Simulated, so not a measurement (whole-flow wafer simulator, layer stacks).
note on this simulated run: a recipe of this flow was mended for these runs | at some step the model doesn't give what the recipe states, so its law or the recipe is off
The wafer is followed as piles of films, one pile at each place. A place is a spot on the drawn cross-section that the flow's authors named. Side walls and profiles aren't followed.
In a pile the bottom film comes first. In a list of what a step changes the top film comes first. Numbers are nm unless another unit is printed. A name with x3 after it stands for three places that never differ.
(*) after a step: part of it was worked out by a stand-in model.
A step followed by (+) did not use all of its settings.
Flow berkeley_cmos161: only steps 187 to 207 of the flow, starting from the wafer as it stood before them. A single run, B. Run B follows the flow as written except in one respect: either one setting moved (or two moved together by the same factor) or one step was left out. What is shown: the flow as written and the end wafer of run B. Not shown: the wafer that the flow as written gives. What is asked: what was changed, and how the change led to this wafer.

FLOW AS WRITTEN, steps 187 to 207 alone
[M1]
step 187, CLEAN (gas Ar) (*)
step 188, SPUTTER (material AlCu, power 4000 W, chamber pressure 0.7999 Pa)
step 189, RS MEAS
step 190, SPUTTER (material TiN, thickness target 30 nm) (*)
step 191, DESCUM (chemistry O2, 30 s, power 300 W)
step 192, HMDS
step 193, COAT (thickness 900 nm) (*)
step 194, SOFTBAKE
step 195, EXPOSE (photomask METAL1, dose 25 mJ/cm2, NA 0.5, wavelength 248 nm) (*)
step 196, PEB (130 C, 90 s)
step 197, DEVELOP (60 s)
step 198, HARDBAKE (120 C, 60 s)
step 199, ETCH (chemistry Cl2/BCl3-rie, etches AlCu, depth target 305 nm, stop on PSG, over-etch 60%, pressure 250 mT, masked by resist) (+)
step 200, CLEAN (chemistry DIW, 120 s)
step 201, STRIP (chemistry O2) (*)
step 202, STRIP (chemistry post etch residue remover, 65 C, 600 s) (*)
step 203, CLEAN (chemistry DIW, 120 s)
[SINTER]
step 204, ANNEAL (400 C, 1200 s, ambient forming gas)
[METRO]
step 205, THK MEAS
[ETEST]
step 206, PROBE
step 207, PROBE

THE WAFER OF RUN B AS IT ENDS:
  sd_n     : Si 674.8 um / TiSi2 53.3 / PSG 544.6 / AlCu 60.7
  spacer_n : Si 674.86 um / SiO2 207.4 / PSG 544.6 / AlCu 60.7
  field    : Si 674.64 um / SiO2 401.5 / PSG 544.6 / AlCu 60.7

Cause: step 199, ETCH: depth target 152 nm was run, while the flow as written has depth target 305 nm.

How this came from the change, step by step:
  step 199, ETCH (chemistry Cl2/BCl3-rie, etches AlCu, depth target 305 nm, stop on PSG, over-etch 60%, pressure 250 mT, masked by resist) (+)
      field, sd_n, spacer_n, gate_n, spacer_p, gate_p: TiN loses 30 (all of it), AlCu loses 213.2 (it would be, as written: TiN loses 30 (all of it), AlCu loses 275.8 (all of it), PSG loses 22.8)
      sd_p: TiN loses 26.1 (all of it), AlCu loses 217.1 (it would be, as written: TiN loses 26.1 (all of it), AlCu loses 235.4 (all of it), PSG loses 28.3)
      (and at 2 other places as well)
  step 201, STRIP (chemistry O2) (*)
      contact: KrF-resist loses 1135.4 (all of it) (it would be, as written: KrF-resist loses 1013 (all of it))
      m1: KrF-resist loses 659.9 (all of it) (it would be, as written: KrF-resist loses 537.5 (all of it))
  step 202, STRIP (chemistry post etch residue remover, 65 C, 600 s) (*)
      field, sd_n, spacer_n, gate_n, sd_p, spacer_p, gate_p: AlCu loses 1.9 (it would be, as written: nothing)
With metal films that touch counted as one body, sd_n has 1 body; the flow as written gives 0 bodies.
With metal films that touch counted as one body, spacer_n has 1 body; the flow as written gives 0 bodies.
With metal films that touch counted as one body, field has 1 body; the flow as written gives 0 bodies.
